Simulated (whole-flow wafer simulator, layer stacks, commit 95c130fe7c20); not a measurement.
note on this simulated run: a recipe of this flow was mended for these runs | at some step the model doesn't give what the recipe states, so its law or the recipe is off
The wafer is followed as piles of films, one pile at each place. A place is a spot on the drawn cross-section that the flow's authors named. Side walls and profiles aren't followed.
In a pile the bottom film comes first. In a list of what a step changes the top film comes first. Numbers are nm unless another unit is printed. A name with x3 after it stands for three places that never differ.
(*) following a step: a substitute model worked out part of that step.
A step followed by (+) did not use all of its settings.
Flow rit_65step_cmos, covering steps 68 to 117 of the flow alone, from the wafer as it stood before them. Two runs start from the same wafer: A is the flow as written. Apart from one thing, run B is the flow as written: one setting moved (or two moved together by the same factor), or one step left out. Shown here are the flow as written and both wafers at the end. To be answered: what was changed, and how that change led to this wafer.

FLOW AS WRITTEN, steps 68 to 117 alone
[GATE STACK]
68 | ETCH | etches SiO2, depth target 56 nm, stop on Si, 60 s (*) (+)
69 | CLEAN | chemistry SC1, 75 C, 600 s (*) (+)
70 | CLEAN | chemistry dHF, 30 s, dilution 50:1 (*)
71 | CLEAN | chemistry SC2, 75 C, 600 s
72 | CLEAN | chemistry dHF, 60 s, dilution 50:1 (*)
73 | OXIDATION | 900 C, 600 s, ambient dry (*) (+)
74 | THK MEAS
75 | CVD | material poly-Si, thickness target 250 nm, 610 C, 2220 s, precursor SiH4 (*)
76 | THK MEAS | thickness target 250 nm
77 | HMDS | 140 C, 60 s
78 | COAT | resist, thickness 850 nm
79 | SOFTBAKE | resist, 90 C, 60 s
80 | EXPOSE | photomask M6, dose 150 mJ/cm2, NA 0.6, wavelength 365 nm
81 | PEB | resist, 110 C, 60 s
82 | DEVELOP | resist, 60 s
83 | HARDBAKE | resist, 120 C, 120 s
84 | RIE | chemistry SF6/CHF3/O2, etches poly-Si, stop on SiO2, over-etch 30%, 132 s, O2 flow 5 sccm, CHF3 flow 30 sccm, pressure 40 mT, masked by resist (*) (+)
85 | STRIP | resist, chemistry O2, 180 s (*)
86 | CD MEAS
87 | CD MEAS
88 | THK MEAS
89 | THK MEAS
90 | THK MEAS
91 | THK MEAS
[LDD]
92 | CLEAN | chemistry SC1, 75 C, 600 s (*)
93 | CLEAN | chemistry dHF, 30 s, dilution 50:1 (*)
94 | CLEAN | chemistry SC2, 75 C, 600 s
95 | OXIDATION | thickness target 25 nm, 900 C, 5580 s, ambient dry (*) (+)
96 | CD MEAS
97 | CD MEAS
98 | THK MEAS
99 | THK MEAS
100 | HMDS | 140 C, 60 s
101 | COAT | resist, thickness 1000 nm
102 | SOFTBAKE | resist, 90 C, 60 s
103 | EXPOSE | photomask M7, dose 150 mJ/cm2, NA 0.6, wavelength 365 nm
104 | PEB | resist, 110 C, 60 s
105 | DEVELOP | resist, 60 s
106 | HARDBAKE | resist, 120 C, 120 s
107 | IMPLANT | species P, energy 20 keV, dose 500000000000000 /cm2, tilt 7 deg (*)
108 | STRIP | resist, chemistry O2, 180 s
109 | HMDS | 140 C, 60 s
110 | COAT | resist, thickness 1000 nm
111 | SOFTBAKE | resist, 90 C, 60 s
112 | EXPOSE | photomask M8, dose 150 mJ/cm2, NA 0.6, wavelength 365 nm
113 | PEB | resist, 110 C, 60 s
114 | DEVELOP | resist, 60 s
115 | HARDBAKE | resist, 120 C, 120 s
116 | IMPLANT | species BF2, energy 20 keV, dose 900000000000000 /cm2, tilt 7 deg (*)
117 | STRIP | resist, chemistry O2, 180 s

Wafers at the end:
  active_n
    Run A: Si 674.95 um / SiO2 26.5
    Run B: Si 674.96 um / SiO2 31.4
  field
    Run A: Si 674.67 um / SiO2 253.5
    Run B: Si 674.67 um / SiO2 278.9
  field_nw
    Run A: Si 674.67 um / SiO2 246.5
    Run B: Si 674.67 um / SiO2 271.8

Cause: step 75, CVD: thickness target 340 nm was run, though the flow has thickness target 250 nm; step 75, CVD: 3019 s was run, where the flow has 2220 s.

The path from the change to this, step by step:
  75 | CVD | material poly-Si, thickness target 250 nm, 610 C, 2220 s, precursor SiH4 (*)
      field, field_pw, field_nw and 11 more: A poly-Si gains 250 (new film) | B poly-Si gains 340 (new film)
  84 | RIE | chemistry SF6/CHF3/O2, etches poly-Si, stop on SiO2, over-etch 30%, 132 s, O2 flow 5 sccm, CHF3 flow 30 sccm, pressure 40 mT, masked by resist (*) (+)
      field, field_pw, field_nw and 9 more: A poly-Si loses 250 (all of it), SiO2 loses 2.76 | B poly-Si loses 325
  85 | STRIP | resist, chemistry O2, 180 s (*)
      field, field_pw, field_nw and 9 more: A nothing | B chemical SiO2 gains 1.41 (new film), poly-Si loses 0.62
  92 | CLEAN | chemistry SC1, 75 C, 600 s (*)
      field, field_pw, field_nw and 9 more: A SiO2 loses 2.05 | B chemical SiO2 loses 0.81, poly-Si loses 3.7
  93 | CLEAN | chemistry dHF, 30 s, dilution 50:1 (*)
      active_n, active_p, spacer, spacer_p, sd_n, sd_p, contact, m1: A SiO2 loses 2.36 (all of it) | B chemical SiO2 loses 0.6 (all of it)
      field, field_pw, field_nw, field_p: A SiO2 loses 2.78 | B chemical SiO2 loses 0.6 (all of it)
  95 | OXIDATION | thickness target 25 nm, 900 C, 5580 s, ambient dry (*) (+)
      active_n, active_p, spacer, spacer_p, sd_n, sd_p, contact, m1: A SiO2 gains 26.5 (new film), chemical SiO2 loses 0.4 (all of it), Si loses 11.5 | B chemical SiO2 loses 0.4 (all of it), poly-Si loses 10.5 (all of it), SiO2 gains 24.3
      field, field_pw: A SiO2 gains 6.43, Si loses 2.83 | B chemical SiO2 loses 0.4 (all of it), poly-Si loses 10.5 (all of it), SiO2 gains 24.3
      (as well as at 2 more places)
  101 | COAT | resist, thickness 1000 nm
      gate_n, gate_p: A resist gains 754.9 (new film) | B resist gains 688.1 (new film)
  104 | PEB | resist, 110 C, 60 s
      gate_n, gate_p: A resist loses 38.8 | B resist loses 35.2
  105 | DEVELOP | resist, 60 s
      gate_n: A resist loses 716.2 (all of it) | B resist loses 652.9 (all of it)
  106 | HARDBAKE | resist, 120 C, 120 s
      gate_p: A resist loses 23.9 | B resist loses 21.6
  108 | STRIP | resist, chemistry O2, 180 s
      gate_p: A resist loses 692.2 (all of it) | B resist loses 631.3 (all of it)
  110 | COAT | resist, thickness 1000 nm
      gate_n, gate_p: A resist gains 754.9 (new film) | B resist gains 688.1 (new film)
  113 | PEB | resist, 110 C, 60 s
      gate_n, gate_p: A resist loses 38.8 | B resist loses 35.2
  114 | DEVELOP | resist, 60 s
      gate_p: A resist loses 716.1 (all of it) | B resist loses 652.9 (all of it)
  115 | HARDBAKE | resist, 120 C, 120 s
      gate_n: A resist loses 23.9 | B resist loses 21.6
  117 | STRIP | resist, chemistry O2, 180 s
      gate_n: A resist loses 692.2 (all of it) | B resist loses 631.3 (all of it)
